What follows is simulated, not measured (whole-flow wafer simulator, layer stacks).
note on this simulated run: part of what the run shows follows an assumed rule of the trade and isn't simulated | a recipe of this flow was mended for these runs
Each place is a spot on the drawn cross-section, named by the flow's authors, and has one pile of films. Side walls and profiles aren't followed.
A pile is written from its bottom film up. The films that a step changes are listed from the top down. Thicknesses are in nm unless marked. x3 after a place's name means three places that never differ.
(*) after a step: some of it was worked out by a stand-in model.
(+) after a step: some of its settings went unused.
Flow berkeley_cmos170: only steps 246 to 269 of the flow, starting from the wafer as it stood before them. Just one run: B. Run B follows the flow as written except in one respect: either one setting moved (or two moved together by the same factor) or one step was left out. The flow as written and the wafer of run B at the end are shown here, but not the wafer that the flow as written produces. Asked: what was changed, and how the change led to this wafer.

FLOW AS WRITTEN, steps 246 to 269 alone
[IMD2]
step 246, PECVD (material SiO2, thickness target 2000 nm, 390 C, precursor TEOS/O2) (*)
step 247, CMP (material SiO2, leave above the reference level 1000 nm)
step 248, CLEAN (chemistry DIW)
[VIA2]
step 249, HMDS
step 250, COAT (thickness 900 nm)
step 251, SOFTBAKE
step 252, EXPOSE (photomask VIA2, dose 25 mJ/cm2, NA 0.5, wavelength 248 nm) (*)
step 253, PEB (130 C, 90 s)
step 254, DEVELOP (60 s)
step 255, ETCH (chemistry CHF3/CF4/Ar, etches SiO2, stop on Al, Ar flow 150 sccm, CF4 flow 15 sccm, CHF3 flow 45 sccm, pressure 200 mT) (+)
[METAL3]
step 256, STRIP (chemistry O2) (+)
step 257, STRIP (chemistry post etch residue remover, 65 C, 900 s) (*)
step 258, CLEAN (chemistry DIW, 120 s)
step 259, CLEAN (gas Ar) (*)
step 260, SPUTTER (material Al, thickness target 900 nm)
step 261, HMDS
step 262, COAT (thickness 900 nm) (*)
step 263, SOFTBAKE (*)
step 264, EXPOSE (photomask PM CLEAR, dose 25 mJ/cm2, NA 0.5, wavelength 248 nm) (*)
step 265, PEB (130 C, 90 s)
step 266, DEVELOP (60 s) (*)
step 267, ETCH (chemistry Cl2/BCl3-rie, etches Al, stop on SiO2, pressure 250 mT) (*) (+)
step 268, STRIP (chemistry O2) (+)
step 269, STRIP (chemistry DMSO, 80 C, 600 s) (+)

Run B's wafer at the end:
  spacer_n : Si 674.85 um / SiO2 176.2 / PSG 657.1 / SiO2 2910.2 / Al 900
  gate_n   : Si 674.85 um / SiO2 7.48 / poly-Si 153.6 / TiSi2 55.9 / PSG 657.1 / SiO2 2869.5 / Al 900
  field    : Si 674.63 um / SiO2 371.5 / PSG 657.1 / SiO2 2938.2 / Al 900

Cause: step 246, PECVD: thickness target 1520 nm was run, though the flow has thickness target 2000 nm.

How this came from the change, step by step:
  step 246, PECVD (material SiO2, thickness target 2000 nm, 390 C, precursor TEOS/O2) (*)
      field, mark, sd_n, spacer_n, gate_n, sd_p, spacer_p, gate_p: SiO2 gains 1520 (it would be, as written: SiO2 gains 2000)
      contact, m1, m2, via2: SiO2 gains 1520 (new film) (it would be, as written: SiO2 gains 2000 (new film))
      (and at 1 other place as well)
  step 247, CMP (material SiO2, leave above the reference level 1000 nm)
      field, sd_n, spacer_n, gate_n, sd_p, spacer_p, gate_p: nothing (it would be, as written: SiO2 loses 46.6)
      contact, m1, via1, m2, via2: SiO2 loses 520 (it would be, as written: SiO2 loses 1000)
  step 250, COAT (thickness 900 nm)
      sd_n: KrF-resist gains 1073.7 (new film) (it would be, as written: KrF-resist gains 900 (new film))
      contact: KrF-resist gains 739.1 (new film) (it would be, as written: KrF-resist gains 900 (new film))
      (and at 4 other places as well)
  step 253, PEB (130 C, 90 s)
      m2: KrF-resist loses 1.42 (it would be, as written: KrF-resist loses 2)
  step 254, DEVELOP (60 s)
      via2: KrF-resist loses 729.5 (all of it) (it would be, as written: KrF-resist loses 898 (all of it))
  step 256, STRIP (chemistry O2) (+)
      sd_n: KrF-resist loses 780.9 (all of it) (it would be, as written: KrF-resist loses 607.6 (all of it))
      sd_p: KrF-resist loses 621.1 (all of it) (it would be, as written: KrF-resist loses 607.6 (all of it))
      (and at 6 other places as well)
  step 262, COAT (thickness 900 nm) (*)
      sd_n: KrF-resist gains 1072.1 (new film) (it would be, as written: KrF-resist gains 899.3 (new film))
      contact: KrF-resist gains 730.3 (new film) (it would be, as written: KrF-resist gains 898.4 (new film))
      (and at 4 other places as well)
  step 265, PEB (130 C, 90 s)
      m2: KrF-resist loses 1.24 (it would be, as written: KrF-resist loses 1.8)
      via2: KrF-resist loses 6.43 (it would be, as written: KrF-resist loses 7.55)
  step 268, STRIP (chemistry O2) (+)
      sd_n: KrF-resist loses 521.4 (all of it) (it would be, as written: KrF-resist loses 349 (all of it))
      spacer_n: KrF-resist loses 357.3 (all of it) (it would be, as written: KrF-resist loses 349.7 (all of it))
      (and at 9 other places as well)
